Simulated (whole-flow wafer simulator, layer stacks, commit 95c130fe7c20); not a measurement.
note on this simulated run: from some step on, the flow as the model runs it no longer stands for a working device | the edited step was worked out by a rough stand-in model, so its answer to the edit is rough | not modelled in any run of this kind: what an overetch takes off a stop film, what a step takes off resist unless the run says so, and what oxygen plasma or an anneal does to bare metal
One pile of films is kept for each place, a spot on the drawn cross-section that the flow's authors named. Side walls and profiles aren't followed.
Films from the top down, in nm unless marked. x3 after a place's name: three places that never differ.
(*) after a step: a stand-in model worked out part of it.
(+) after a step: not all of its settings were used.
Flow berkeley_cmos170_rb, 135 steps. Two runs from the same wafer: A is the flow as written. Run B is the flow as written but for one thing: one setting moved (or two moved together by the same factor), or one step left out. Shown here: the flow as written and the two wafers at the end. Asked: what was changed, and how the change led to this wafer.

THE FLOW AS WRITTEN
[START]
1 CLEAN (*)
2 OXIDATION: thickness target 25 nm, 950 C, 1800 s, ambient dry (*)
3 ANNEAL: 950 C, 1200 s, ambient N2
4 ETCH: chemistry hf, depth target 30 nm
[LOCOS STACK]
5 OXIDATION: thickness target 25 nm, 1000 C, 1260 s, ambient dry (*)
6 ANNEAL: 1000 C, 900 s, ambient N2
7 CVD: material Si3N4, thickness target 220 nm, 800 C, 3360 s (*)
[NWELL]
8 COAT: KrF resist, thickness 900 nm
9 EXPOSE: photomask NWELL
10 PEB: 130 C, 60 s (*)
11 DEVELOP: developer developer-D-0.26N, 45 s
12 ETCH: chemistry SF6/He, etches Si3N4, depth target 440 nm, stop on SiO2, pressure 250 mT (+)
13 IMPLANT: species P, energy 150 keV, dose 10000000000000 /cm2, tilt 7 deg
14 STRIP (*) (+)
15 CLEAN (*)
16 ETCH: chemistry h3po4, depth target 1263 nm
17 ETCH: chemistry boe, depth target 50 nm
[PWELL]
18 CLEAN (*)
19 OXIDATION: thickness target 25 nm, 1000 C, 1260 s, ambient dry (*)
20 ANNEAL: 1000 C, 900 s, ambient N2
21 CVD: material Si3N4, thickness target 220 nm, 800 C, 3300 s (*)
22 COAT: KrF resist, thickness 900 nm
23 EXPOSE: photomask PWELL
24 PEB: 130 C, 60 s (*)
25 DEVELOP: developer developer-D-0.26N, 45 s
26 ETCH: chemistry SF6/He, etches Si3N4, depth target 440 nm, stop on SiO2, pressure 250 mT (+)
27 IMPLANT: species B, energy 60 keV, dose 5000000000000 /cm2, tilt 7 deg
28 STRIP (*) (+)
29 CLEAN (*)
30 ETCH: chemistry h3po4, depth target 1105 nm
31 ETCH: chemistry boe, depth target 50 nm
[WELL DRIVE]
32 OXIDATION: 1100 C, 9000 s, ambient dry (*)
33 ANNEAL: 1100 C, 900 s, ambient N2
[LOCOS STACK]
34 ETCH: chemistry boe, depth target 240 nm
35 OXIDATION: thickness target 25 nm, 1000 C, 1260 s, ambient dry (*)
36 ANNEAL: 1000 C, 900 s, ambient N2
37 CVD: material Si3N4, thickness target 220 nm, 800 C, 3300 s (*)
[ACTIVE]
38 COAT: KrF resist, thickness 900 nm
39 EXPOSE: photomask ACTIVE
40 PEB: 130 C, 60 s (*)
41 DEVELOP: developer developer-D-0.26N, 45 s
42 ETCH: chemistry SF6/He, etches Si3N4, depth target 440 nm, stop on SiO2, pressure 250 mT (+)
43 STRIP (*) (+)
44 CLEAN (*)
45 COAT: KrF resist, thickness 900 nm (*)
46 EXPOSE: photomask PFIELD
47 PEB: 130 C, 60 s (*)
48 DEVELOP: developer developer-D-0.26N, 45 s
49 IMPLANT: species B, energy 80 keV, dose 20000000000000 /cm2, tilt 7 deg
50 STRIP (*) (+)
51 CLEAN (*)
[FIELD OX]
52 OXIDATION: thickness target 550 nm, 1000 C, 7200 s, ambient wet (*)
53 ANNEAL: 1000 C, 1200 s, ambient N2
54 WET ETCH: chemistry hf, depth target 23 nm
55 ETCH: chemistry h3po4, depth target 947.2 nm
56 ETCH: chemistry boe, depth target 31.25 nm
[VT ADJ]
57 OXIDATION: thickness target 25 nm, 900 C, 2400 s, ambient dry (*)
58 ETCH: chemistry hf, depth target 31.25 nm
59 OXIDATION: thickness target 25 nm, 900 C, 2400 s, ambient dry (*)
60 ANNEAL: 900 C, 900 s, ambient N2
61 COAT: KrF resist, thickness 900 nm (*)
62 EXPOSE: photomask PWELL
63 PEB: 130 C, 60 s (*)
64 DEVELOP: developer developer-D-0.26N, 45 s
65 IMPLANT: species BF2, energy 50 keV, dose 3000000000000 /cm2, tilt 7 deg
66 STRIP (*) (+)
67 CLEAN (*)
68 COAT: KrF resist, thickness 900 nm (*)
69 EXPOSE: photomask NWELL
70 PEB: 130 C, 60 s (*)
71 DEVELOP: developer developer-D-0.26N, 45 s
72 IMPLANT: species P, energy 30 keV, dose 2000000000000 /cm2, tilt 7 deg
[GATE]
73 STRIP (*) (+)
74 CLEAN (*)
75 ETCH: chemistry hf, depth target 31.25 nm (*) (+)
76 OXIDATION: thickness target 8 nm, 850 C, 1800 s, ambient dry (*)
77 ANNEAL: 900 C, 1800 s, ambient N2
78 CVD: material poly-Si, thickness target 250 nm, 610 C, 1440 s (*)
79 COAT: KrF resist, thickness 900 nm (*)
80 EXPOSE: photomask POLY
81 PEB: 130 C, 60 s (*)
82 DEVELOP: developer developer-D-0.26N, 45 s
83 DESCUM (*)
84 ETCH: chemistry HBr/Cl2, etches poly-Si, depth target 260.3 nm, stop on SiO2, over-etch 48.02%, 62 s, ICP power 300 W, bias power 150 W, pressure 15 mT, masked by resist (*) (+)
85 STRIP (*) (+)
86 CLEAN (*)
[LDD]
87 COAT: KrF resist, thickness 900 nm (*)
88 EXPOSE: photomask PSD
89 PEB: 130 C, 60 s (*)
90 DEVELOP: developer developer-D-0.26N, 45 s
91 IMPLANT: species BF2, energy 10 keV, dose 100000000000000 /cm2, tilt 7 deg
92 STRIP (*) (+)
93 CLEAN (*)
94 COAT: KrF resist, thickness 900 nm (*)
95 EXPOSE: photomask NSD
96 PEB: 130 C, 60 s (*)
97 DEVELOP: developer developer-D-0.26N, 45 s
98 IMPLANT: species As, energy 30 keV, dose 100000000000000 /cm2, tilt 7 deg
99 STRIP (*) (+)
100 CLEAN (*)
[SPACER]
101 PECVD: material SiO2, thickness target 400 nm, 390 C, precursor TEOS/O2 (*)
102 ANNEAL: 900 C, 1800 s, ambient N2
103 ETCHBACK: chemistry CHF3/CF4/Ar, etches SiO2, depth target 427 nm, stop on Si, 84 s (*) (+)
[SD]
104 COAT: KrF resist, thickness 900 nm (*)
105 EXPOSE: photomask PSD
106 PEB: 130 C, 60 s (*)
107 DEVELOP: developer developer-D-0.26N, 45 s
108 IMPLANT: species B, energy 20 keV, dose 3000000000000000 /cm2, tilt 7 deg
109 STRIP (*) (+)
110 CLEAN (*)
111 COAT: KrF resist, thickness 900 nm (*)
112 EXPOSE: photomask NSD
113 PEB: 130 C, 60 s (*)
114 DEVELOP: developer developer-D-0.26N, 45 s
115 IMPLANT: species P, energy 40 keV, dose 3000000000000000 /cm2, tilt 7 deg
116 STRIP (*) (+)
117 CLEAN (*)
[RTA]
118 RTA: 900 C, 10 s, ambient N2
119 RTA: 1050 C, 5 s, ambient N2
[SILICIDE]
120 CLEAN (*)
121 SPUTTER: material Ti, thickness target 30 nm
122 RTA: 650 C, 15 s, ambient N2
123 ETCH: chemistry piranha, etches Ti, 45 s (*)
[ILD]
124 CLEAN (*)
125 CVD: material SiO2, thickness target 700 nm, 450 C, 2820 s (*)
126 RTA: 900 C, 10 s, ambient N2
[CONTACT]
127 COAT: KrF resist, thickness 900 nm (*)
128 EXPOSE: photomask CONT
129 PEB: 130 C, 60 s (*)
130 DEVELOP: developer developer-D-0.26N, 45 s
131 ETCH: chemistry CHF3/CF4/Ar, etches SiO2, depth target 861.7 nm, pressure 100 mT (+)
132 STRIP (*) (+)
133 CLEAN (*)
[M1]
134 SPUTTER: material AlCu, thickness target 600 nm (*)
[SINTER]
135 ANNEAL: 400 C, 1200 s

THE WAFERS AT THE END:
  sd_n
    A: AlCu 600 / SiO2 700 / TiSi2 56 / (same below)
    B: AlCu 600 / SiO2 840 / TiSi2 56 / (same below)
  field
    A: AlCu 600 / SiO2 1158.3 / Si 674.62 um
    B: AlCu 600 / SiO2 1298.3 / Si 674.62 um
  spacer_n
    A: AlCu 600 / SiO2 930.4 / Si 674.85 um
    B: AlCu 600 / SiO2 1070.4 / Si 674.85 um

The cause: step 125, CVD: thickness target 840 nm was run, where the flow has thickness target 700 nm.
It can be read off the wafer: sd_n has SiO2 840, and step 125 as written asks for 700 nm.

How the change led to this, step by step:
  125 CVD: material SiO2, thickness target 700 nm, 450 C, 2820 s (*)
      sd_n, gate, sd_p, gate_p, contact, m1: A SiO2 +700 (new film) | B SiO2 +840 (new film)
      field, spacer_n, spacer_p: A SiO2 +700 | B SiO2 +840
  131 ETCH: chemistry CHF3/CF4/Ar, etches SiO2, depth target 861.7 nm, pressure 100 mT (+)
      contact: A SiO2 -700 (all of it), TiSi2 -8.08 | B SiO2 -840 (all of it), TiSi2 -1.08
  134 SPUTTER: material AlCu, thickness target 600 nm (*)
      contact: A AlCu +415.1 (new film) | B AlCu +383.9 (new film)
